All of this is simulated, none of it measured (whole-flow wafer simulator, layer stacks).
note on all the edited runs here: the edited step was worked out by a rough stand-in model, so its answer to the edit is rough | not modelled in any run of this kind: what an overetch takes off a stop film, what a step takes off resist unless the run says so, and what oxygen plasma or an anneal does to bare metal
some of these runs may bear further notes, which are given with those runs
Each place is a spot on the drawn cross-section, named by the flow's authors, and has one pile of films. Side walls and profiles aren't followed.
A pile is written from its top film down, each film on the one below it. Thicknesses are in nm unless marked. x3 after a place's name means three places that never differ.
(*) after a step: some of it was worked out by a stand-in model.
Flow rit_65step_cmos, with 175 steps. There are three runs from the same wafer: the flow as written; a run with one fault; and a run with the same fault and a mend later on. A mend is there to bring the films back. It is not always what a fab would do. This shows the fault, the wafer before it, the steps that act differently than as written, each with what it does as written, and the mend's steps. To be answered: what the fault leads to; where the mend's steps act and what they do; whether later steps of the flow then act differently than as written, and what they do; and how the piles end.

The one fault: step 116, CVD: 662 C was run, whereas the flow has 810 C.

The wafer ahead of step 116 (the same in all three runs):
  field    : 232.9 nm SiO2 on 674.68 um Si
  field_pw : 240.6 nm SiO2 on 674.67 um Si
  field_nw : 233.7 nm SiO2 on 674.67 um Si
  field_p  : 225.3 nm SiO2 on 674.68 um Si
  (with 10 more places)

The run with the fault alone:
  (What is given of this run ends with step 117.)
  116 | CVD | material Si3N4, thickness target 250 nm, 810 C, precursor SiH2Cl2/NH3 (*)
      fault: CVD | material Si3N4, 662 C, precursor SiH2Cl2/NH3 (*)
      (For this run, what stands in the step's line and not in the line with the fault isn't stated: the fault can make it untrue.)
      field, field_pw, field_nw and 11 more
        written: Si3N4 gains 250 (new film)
        fault: Si3N4 gains 14.9 (new film)
  Every later step of the flow up to step 117 that is run acts as written at every place that is followed.
  After step 117, at field, field_pw, field_nw and 11 more, the piles differ from the flow's by more than 2% or 0.5 nm, whichever is larger.
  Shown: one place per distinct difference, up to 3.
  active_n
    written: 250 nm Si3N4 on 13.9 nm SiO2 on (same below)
    fault: 14.9 nm Si3N4 on 13.9 nm SiO2 on (same below)
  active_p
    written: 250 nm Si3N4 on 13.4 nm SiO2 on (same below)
    fault: 14.9 nm Si3N4 on 13.4 nm SiO2 on (same below)
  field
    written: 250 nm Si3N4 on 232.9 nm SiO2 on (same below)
    fault: 14.9 nm Si3N4 on 232.9 nm SiO2 on (same below)

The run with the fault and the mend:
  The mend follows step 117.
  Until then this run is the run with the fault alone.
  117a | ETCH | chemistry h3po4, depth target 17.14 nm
      field, field_pw, field_nw and 11 more
        Si3N4 loses 14.9 (all of it)
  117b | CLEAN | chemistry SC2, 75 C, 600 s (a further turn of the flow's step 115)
      leaves every film unchanged at each place that is followed
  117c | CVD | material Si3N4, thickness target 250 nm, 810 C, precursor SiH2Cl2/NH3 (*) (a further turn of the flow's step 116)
      field, field_pw, field_nw and 11 more
        Si3N4 gains 250 (new film)
  Every later step of the flow that is run acts as written at every place that is followed.
  At every place that both follow, the piles at the end match the flow's.
